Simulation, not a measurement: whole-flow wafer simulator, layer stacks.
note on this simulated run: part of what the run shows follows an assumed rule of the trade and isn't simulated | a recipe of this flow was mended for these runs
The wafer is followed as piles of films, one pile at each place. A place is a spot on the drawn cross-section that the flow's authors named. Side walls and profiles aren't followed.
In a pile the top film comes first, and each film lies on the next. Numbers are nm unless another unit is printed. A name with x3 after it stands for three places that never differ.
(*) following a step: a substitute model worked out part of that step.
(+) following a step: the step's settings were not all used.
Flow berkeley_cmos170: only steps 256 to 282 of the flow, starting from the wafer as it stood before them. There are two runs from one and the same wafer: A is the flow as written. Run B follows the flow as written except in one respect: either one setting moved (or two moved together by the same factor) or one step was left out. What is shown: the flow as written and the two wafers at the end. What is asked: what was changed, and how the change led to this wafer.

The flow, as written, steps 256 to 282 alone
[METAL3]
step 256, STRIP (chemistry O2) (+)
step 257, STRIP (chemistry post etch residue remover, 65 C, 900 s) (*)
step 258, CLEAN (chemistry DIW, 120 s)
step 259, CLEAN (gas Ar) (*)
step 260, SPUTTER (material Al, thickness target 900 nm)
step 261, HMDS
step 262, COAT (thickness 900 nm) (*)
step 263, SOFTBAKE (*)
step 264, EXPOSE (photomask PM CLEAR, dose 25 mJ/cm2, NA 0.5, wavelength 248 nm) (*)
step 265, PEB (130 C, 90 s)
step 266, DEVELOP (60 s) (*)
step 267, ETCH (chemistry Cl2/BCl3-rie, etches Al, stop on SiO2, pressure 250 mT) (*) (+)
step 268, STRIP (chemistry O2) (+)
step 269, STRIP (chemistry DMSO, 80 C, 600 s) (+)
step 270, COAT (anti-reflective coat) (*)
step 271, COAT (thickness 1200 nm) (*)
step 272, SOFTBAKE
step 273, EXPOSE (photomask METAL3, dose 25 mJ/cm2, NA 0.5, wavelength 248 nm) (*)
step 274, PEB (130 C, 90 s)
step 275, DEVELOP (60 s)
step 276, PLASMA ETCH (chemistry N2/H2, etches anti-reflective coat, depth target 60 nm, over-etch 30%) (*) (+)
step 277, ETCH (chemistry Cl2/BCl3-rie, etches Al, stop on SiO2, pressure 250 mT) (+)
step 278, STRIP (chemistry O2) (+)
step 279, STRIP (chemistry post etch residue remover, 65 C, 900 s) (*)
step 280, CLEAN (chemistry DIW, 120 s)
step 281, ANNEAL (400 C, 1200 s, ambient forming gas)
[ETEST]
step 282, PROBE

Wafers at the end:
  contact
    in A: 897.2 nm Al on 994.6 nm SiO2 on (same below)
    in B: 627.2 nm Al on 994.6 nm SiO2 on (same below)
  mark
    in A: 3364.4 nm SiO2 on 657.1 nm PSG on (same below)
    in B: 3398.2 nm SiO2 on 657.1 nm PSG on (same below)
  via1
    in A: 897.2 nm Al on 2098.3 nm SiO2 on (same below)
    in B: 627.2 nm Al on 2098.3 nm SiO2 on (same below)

What caused this: step 260, SPUTTER: thickness target 630 nm was run, while the flow as written has thickness target 900 nm.

How this came from the change, step by step:
  step 260, SPUTTER (material Al, thickness target 900 nm)
      field, mark, sd_n and 9 more: A +900 Al (new film) | B +630 Al (new film)
      via2: A +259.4 Al | B +207.5 Al
  step 262, COAT (thickness 900 nm) (*)
      via2: A +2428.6 KrF-resist (new film) | B +2218 KrF-resist (new film)
  step 265, PEB (130 C, 90 s)
      via2: A -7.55 KrF-resist | B -6.19 KrF-resist
  step 267, ETCH (chemistry Cl2/BCl3-rie, etches Al, stop on SiO2, pressure 250 mT) (*) (+)
      field, sd_n, spacer_n and 9 more: A -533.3 KrF-resist | B -398.3 KrF-resist
      mark: A -886.7 Al (all of it), -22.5 SiO2 | B -616.7 Al (all of it), -22.5 SiO2
  step 268, STRIP (chemistry O2) (+)
      field, spacer_n, gate_n: A -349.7 KrF-resist (all of it) | B -484.7 KrF-resist (all of it)
      spacer_p, gate_p: A -349.6 KrF-resist (all of it) | B -484.6 KrF-resist (all of it)
      (as well as at 7 more places)
  step 270, COAT (anti-reflective coat) (*)
      via2: A +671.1 anti-reflective coat (new film) | B +562.8 anti-reflective coat (new film)
  step 271, COAT (thickness 1200 nm) (*)
      via2: A +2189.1 KrF-resist (new film) | B +2069.1 KrF-resist (new film)
  step 274, PEB (130 C, 90 s)
      via2: A -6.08 KrF-resist | B -5.44 KrF-resist
  step 277, ETCH (chemistry Cl2/BCl3-rie, etches Al, stop on SiO2, pressure 250 mT) (+)
      field, sd_n, spacer_n, gate_n, sd_p, spacer_p, gate_p: A -900 Al (all of it), -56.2 SiO2 | B -630 Al (all of it), -56.2 SiO2
      contact, m1, via1, m2, via2: A -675 KrF-resist | B -540 KrF-resist
      (as well as at 1 more place)
  step 278, STRIP (chemistry O2) (+)
      contact: A -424 KrF-resist (all of it), -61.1 anti-reflective coat (all of it) | B -558.7 KrF-resist (all of it), -61.1 anti-reflective coat (all of it)
      m1: A -423.6 KrF-resist (all of it), -40.9 anti-reflective coat (all of it) | B -553.5 KrF-resist (all of it), -40.8 anti-reflective coat (all of it)
      (as well as at 3 more places)
